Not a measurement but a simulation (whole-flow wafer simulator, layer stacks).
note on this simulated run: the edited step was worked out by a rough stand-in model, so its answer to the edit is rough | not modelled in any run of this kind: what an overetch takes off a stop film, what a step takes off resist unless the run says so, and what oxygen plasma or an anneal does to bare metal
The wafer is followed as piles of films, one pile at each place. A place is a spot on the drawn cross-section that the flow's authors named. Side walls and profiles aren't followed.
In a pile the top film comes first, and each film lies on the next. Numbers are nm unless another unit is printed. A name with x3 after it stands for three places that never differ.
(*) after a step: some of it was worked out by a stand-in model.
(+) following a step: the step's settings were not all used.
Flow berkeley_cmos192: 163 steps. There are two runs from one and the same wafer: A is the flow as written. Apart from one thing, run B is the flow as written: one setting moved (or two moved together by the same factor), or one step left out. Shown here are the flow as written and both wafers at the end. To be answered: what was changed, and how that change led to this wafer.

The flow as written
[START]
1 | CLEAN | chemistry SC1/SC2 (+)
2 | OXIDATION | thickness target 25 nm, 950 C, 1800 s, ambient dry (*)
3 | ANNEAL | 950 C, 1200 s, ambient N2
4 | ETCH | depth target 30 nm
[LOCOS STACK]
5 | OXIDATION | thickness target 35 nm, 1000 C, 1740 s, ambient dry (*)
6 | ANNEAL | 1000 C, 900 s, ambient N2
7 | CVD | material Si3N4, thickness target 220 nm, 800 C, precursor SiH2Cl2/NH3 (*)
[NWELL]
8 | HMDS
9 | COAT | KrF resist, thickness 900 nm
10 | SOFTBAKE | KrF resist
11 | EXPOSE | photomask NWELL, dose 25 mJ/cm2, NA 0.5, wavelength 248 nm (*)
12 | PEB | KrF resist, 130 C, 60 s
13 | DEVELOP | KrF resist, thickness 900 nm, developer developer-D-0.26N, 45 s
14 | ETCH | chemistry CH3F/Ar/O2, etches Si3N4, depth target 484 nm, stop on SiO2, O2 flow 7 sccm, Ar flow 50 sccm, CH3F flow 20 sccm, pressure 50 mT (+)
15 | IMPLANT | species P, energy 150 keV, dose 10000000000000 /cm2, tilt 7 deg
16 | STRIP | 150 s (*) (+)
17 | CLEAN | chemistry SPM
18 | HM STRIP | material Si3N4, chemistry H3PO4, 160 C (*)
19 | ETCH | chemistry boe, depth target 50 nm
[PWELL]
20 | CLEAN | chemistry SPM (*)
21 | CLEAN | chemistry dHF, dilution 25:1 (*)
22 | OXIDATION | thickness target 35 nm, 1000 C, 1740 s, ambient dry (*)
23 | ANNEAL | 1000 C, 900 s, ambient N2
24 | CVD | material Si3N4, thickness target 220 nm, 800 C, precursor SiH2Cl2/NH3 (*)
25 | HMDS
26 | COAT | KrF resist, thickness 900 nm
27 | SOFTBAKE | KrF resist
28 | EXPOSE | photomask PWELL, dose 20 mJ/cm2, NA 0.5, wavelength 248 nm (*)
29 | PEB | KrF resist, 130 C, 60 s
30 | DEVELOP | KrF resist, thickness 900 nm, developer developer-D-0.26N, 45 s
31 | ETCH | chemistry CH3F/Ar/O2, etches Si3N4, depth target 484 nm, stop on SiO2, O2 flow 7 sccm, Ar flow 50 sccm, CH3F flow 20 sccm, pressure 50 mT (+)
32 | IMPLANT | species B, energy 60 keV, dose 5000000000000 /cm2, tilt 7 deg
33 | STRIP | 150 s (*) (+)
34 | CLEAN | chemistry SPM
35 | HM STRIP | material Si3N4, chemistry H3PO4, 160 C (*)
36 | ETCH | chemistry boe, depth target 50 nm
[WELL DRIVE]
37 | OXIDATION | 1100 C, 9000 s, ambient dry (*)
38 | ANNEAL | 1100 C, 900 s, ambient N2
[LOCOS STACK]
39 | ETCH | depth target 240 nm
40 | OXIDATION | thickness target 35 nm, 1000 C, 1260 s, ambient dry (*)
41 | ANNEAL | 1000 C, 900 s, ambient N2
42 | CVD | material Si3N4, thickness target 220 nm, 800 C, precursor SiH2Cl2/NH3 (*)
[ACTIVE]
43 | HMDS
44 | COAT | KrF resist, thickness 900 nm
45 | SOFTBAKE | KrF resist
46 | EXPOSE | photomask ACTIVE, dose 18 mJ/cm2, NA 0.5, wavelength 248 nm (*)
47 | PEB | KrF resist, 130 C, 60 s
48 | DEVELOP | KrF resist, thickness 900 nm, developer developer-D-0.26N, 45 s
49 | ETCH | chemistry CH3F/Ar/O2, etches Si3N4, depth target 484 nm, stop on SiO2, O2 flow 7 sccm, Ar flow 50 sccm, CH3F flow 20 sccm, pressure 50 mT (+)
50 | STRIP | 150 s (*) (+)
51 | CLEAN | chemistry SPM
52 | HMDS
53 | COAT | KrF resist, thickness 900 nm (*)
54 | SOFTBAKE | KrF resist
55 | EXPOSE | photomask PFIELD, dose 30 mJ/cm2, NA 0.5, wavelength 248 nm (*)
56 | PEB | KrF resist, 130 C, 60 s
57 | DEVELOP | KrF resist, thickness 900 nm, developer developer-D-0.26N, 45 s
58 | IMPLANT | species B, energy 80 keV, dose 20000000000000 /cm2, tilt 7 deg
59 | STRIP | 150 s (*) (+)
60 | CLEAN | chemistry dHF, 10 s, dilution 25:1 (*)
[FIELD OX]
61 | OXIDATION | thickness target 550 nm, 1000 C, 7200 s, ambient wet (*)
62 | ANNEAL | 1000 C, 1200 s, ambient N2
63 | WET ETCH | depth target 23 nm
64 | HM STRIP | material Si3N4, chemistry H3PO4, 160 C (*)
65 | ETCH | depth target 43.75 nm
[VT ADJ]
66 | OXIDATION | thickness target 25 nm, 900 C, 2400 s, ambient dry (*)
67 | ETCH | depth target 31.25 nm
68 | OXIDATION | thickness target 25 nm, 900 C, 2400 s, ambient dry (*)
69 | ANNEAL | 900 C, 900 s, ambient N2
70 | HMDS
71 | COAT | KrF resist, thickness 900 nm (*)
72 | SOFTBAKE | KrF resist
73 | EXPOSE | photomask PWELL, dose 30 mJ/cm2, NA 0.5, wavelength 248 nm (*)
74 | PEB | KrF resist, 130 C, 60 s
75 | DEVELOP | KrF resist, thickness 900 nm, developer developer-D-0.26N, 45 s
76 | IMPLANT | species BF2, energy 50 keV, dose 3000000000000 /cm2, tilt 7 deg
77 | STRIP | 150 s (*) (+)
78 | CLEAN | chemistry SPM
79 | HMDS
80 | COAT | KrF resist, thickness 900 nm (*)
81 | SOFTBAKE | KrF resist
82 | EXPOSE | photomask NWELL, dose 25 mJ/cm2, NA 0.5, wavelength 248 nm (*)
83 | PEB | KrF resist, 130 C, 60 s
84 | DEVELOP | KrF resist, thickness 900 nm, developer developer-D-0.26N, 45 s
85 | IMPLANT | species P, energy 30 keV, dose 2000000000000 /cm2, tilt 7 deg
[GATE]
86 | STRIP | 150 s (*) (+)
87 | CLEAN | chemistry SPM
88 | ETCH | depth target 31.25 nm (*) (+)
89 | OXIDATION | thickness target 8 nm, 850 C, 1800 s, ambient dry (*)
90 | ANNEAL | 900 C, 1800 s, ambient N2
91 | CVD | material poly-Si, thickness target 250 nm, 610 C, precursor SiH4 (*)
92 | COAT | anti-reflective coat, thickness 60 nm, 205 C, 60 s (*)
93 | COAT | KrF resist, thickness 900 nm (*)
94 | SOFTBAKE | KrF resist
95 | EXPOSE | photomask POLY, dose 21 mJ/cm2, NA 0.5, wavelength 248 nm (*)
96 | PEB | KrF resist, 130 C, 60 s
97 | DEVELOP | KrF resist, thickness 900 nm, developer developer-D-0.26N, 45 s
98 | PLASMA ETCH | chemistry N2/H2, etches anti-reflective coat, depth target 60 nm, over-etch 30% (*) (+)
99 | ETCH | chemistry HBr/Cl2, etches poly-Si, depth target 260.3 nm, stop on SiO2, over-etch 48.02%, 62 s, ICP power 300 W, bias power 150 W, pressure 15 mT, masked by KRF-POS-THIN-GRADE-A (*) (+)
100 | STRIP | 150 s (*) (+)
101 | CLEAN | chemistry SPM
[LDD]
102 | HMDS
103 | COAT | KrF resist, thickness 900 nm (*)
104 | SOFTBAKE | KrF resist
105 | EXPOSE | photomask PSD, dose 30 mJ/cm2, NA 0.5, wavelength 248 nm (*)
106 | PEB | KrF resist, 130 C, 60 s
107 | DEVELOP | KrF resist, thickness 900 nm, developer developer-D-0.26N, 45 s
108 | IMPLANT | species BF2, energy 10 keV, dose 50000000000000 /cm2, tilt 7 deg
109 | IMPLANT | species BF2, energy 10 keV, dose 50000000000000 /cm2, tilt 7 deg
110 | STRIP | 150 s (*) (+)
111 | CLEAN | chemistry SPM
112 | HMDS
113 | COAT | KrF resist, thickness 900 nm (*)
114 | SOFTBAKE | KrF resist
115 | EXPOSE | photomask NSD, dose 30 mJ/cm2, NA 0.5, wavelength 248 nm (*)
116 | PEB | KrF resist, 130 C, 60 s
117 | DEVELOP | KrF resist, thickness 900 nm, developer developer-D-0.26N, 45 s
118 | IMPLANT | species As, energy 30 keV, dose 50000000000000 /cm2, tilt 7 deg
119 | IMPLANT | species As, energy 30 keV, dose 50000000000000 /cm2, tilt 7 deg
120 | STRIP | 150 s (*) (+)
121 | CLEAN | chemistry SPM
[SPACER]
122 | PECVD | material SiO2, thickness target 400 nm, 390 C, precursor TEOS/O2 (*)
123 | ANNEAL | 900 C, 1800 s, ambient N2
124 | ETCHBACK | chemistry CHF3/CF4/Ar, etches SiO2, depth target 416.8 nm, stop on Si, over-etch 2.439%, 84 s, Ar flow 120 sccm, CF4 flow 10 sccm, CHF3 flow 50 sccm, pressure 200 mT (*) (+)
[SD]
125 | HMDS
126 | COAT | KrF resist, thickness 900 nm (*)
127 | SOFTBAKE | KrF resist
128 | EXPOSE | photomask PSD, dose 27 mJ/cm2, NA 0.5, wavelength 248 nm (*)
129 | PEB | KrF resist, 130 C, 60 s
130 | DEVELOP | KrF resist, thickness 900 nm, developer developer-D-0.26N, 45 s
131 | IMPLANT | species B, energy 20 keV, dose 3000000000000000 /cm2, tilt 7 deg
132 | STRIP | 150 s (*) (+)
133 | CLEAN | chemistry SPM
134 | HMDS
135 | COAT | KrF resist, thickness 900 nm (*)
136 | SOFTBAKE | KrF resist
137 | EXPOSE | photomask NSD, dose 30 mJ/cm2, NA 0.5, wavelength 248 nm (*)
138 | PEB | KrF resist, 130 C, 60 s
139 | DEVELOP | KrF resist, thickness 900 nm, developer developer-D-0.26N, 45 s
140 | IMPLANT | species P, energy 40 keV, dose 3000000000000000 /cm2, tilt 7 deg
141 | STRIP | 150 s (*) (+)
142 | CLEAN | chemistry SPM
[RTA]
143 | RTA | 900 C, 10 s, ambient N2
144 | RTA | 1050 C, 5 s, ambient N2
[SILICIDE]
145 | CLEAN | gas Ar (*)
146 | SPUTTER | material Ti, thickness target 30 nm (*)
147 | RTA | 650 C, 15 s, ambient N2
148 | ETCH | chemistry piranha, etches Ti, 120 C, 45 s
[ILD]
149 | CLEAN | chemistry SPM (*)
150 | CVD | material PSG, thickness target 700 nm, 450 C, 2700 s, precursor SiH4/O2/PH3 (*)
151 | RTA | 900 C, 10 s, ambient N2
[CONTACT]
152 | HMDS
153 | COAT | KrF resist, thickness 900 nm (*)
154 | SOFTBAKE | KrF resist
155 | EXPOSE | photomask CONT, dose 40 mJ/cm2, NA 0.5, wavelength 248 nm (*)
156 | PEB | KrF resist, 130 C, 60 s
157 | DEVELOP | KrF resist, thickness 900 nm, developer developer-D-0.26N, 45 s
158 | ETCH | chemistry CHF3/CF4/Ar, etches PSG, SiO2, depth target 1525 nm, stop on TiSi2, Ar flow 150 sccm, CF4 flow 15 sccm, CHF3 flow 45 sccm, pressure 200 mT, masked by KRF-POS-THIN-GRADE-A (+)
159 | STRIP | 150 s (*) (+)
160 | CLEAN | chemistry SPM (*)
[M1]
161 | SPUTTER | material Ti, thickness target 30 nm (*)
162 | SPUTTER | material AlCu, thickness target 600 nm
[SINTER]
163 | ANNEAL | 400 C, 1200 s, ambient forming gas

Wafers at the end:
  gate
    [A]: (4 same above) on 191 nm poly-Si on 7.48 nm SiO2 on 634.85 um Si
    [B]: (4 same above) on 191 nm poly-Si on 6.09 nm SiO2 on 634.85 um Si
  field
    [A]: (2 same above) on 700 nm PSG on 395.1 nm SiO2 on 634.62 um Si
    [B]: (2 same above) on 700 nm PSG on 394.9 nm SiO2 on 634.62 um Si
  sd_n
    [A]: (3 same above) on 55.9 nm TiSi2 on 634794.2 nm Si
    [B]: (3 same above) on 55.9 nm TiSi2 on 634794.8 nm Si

The reason: step 89, OXIDATION: 1260 s was run, while the flow as written has 1800 s.

The path from the change to this, step by step:
  89 | OXIDATION | thickness target 8 nm, 850 C, 1800 s, ambient dry (*)
      sd_n, spacer_n, gate, sd_p, spacer_p, gate_p, contact, m1: A +7.48 SiO2 (new film), -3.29 Si | B +6.09 SiO2 (new film), -2.68 Si
